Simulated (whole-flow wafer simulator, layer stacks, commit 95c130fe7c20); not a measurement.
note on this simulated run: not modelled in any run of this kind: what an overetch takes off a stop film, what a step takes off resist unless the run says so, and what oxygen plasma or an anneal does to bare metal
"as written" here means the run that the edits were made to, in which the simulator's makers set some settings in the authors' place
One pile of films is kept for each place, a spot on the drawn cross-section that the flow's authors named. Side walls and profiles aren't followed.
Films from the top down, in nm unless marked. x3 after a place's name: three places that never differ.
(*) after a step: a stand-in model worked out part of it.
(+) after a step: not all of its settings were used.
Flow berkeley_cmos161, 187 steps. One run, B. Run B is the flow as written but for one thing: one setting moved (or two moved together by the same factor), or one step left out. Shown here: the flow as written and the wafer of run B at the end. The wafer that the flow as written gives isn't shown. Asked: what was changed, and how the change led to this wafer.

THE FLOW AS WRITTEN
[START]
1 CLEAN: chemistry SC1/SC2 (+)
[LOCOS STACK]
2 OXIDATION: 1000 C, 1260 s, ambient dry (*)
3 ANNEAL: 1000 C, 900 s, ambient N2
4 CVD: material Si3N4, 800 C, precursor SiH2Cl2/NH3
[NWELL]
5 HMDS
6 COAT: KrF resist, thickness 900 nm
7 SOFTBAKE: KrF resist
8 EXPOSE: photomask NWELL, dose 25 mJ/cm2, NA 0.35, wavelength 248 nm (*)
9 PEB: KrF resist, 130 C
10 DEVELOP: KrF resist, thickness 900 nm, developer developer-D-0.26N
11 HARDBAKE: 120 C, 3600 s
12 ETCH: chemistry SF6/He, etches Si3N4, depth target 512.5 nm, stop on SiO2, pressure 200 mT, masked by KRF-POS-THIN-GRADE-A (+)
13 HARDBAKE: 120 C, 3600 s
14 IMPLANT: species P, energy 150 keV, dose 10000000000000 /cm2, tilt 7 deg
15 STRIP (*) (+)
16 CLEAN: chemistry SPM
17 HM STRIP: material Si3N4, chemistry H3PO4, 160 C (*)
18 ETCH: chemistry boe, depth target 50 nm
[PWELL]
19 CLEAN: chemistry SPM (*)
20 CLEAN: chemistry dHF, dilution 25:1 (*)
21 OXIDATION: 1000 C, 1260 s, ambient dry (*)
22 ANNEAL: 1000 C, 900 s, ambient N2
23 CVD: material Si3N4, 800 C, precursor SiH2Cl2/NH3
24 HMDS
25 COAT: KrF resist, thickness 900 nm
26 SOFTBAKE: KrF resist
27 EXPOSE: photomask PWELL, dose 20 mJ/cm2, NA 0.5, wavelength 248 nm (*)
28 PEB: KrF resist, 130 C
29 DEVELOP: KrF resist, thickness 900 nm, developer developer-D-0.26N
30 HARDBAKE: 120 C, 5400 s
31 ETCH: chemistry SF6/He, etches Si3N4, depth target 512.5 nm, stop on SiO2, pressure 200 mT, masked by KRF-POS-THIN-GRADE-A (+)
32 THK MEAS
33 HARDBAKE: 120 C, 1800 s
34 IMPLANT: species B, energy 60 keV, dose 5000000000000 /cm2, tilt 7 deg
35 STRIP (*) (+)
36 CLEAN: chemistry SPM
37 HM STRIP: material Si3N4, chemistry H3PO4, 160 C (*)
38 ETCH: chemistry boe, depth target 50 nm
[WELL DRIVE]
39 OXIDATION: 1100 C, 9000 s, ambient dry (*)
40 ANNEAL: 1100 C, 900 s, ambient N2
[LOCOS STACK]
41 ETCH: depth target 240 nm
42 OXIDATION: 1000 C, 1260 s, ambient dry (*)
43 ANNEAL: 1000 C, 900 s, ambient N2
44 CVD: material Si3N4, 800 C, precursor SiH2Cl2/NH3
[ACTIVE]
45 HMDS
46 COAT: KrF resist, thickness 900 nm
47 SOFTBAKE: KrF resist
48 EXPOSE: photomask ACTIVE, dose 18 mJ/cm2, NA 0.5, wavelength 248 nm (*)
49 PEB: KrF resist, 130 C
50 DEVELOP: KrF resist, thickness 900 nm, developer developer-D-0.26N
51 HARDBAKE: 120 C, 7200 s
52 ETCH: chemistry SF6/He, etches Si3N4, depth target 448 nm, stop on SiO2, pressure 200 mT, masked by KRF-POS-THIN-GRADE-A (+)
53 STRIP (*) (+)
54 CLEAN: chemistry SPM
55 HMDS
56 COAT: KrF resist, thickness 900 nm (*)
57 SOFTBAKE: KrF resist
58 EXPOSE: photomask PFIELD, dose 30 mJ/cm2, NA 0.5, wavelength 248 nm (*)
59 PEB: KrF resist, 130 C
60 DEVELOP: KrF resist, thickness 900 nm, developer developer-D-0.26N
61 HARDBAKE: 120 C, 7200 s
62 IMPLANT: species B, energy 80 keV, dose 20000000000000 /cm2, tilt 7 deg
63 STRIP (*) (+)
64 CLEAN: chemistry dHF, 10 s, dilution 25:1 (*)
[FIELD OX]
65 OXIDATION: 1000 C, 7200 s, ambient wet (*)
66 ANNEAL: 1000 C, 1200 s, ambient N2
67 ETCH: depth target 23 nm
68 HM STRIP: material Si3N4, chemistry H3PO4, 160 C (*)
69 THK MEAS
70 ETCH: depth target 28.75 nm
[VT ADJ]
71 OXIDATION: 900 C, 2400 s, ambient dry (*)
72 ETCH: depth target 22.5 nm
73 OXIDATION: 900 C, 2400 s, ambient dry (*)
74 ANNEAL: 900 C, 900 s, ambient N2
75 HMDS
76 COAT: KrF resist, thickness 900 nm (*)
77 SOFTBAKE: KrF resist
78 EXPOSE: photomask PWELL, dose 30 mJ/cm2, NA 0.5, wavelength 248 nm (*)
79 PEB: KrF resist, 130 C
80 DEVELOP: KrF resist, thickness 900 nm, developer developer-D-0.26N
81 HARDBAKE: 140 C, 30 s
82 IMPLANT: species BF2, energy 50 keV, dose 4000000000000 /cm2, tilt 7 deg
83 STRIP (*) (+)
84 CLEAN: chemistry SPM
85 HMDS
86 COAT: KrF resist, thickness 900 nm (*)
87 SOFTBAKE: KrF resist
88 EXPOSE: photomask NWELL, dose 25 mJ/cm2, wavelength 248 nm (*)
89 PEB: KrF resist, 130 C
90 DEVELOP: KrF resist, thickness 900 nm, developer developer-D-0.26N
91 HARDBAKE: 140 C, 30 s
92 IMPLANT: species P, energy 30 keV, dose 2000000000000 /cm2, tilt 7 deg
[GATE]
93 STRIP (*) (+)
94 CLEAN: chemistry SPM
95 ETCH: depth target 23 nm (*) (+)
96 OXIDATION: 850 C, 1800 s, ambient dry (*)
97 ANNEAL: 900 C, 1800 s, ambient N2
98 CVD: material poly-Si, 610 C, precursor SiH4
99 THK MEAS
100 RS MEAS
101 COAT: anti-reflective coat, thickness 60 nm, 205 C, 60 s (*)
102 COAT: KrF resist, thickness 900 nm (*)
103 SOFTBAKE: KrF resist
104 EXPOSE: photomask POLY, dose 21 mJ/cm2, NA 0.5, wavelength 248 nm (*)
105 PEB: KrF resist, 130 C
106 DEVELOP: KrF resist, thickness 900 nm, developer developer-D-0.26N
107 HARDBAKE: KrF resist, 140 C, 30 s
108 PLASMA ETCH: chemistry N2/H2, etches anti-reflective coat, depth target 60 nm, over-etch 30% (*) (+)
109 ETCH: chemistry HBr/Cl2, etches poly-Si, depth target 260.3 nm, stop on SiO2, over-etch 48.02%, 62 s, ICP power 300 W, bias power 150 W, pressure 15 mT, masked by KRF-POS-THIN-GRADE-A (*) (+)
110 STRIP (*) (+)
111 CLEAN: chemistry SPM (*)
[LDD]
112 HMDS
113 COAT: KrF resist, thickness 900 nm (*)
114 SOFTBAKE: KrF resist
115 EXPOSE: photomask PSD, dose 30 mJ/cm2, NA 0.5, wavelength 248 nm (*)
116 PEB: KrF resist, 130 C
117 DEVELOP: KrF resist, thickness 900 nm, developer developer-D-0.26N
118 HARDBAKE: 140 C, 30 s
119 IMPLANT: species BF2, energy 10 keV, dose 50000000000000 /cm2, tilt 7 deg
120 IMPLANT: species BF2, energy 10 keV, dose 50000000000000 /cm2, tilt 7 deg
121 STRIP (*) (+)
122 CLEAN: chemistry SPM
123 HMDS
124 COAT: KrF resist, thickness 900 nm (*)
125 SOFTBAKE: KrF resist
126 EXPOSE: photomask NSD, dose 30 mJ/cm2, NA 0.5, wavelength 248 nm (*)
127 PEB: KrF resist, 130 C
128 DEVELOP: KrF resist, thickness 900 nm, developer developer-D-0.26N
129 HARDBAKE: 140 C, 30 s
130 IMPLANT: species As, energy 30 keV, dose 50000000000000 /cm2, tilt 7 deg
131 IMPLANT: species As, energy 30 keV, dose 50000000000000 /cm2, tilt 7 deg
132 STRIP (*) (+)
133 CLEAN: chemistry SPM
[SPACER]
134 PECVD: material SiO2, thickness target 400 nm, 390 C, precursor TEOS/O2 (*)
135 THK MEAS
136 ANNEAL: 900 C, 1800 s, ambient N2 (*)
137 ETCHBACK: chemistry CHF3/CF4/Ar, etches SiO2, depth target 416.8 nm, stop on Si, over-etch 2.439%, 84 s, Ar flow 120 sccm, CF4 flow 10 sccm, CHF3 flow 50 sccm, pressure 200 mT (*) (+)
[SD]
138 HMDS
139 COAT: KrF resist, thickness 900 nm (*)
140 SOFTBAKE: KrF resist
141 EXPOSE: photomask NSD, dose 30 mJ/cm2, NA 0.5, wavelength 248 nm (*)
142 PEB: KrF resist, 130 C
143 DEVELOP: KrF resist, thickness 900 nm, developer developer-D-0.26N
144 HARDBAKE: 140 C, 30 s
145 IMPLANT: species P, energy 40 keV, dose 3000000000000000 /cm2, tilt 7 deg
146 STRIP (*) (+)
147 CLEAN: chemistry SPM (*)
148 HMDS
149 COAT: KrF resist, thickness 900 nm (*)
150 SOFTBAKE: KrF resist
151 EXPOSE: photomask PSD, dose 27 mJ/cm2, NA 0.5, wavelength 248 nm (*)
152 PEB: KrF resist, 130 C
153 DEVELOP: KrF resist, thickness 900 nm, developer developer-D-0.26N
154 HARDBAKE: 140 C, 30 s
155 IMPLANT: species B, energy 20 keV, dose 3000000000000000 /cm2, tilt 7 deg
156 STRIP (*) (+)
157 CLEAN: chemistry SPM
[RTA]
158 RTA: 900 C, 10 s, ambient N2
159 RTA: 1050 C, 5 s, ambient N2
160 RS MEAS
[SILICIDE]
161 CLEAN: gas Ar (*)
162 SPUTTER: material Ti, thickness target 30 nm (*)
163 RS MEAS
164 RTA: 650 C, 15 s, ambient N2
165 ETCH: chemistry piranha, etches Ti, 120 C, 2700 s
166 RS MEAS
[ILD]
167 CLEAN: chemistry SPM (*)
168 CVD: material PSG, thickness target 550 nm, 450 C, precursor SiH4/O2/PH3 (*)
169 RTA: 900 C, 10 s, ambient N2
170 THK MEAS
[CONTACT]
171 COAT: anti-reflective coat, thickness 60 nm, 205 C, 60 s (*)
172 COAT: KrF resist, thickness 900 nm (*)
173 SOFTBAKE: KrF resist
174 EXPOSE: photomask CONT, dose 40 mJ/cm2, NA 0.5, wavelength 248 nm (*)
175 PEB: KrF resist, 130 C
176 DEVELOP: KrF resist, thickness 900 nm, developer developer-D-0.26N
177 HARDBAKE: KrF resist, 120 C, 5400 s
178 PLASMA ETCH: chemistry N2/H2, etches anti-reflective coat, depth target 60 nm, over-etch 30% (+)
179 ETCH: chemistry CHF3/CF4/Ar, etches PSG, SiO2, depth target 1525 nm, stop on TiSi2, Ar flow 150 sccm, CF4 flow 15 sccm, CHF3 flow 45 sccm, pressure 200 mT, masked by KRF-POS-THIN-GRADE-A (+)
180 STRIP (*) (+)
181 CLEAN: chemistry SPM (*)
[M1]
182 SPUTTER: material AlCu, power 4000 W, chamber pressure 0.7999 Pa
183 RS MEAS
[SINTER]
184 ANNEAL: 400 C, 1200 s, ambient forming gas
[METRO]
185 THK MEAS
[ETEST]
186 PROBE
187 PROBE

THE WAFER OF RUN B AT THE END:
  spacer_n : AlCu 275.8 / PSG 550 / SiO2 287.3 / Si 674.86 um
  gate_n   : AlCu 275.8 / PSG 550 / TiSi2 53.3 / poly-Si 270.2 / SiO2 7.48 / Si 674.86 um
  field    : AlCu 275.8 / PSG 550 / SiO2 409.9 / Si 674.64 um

The cause: step 98, CVD: 625 C was run, where the flow has 610 C.

How the change led to this, step by step:
  98 CVD: material poly-Si, 610 C, precursor SiH4
      field, sd_n, spacer_n and 6 more: poly-Si +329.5 (new film) (as written it would be: poly-Si +249.5 (new film))
  101 COAT: anti-reflective coat, thickness 60 nm, 205 C, 60 s (*)
      field: anti-reflective coat +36 (new film) (as written it would be: anti-reflective coat +35.1 (new film))
      sd_n: anti-reflective coat +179 (new film) (as written it would be: anti-reflective coat +173.5 (new film))
      (and at 1 more place)
  108 PLASMA ETCH: chemistry N2/H2, etches anti-reflective coat, depth target 60 nm, over-etch 30% (*) (+)
      field: anti-reflective coat -36 (all of it), poly-Si -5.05 (as written it would be: anti-reflective coat -35.1 (all of it), poly-Si -4.88)
      sd_n: anti-reflective coat -179 (all of it), poly-Si -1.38 (as written it would be: anti-reflective coat -173.5 (all of it), poly-Si -1.33)
      (and at 1 more place)
  109 ETCH: chemistry HBr/Cl2, etches poly-Si, depth target 260.3 nm, stop on SiO2, over-etch 48.02%, 62 s, ICP power 300 W, bias power 150 W, pressure 15 mT, masked by KRF-POS-THIN-GRADE-A (*) (+)
      field: poly-Si -324.5 (all of it), SiO2 -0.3 (as written it would be: poly-Si -244.6 (all of it), SiO2 -1.83)
      sd_n: poly-Si -328.1 (all of it), SiO2 -0.29 (as written it would be: poly-Si -248.1 (all of it), SiO2 -1.56)
      (and at 5 more places)
  113 COAT: KrF resist, thickness 900 nm (*)
      gate_n: KrF resist +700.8 (new film) (as written it would be: KrF resist +765.3 (new film))
      gate_p: KrF resist +696.5 (new film) (as written it would be: KrF resist +760.9 (new film))
  117 DEVELOP: KrF resist, thickness 900 nm, developer developer-D-0.26N
      gate_p: KrF resist -695.5 (all of it) (as written it would be: KrF resist -759.7 (all of it))
  118 HARDBAKE: 140 C, 30 s
      gate_n: KrF resist -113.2 (as written it would be: KrF resist -123.8)
  121 STRIP (*) (+)
      gate_n: KrF resist -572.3 (all of it), chemical SiO2 +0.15, poly-Si -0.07 (as written it would be: KrF resist -626.1 (all of it), chemical SiO2 +0.15)
  124 COAT: KrF resist, thickness 900 nm (*)
      gate_n: KrF resist +700.8 (new film) (as written it would be: KrF resist +765.2 (new film))
      gate_p: KrF resist +696.4 (new film) (as written it would be: KrF resist +760.8 (new film))
  128 DEVELOP: KrF resist, thickness 900 nm, developer developer-D-0.26N
      gate_n: KrF resist -699.7 (all of it) (as written it would be: KrF resist -764.1 (all of it))
  129 HARDBAKE: 140 C, 30 s
      gate_p: KrF resist -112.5 (as written it would be: KrF resist -123)
  132 STRIP (*) (+)
      gate_p: KrF resist -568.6 (all of it), chemical SiO2 +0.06 (as written it would be: KrF resist -622.4 (all of it), chemical SiO2 +0.06)
  137 ETCHBACK: chemistry CHF3/CF4/Ar, etches SiO2, depth target 416.8 nm, stop on Si, over-etch 2.439%, 84 s, Ar flow 120 sccm, CF4 flow 10 sccm, CHF3 flow 50 sccm, pressure 200 mT (*) (+)
      spacer_n, spacer_p: SiO2 -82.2 (as written it would be: SiO2 -160.7)
  139 COAT: KrF resist, thickness 900 nm (*)
      spacer_n: KrF resist +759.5 (new film) (as written it would be: KrF resist +816.8 (new film))
      gate_n: KrF resist +725.3 (new film) (as written it would be: KrF resist +780.8 (new film))
      (and at 2 more places)
  143 DEVELOP: KrF resist, thickness 900 nm, developer developer-D-0.26N
      spacer_n: KrF resist -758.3 (all of it) (as written it would be: KrF resist -815.5 (all of it))
      gate_n: KrF resist -724.1 (all of it) (as written it would be: KrF resist -779.6 (all of it))
  144 HARDBAKE: 140 C, 30 s
      spacer_p: KrF resist -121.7 (as written it would be: KrF resist -131)
      gate_p: KrF resist -116.1 (as written it would be: KrF resist -125.1)
  ... 7 more steps ...
  180 STRIP (*) (+)
      spacer_n: KrF resist -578 (all of it), anti-reflective coat -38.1 (all of it) (as written it would be: KrF resist -635.2 (all of it), anti-reflective coat -41.3 (all of it))
      gate_n: KrF resist -539.2 (all of it), anti-reflective coat -37.4 (all of it) (as written it would be: KrF resist -589.4 (all of it), anti-reflective coat -46.1 (all of it))
      (and at 3 more places)
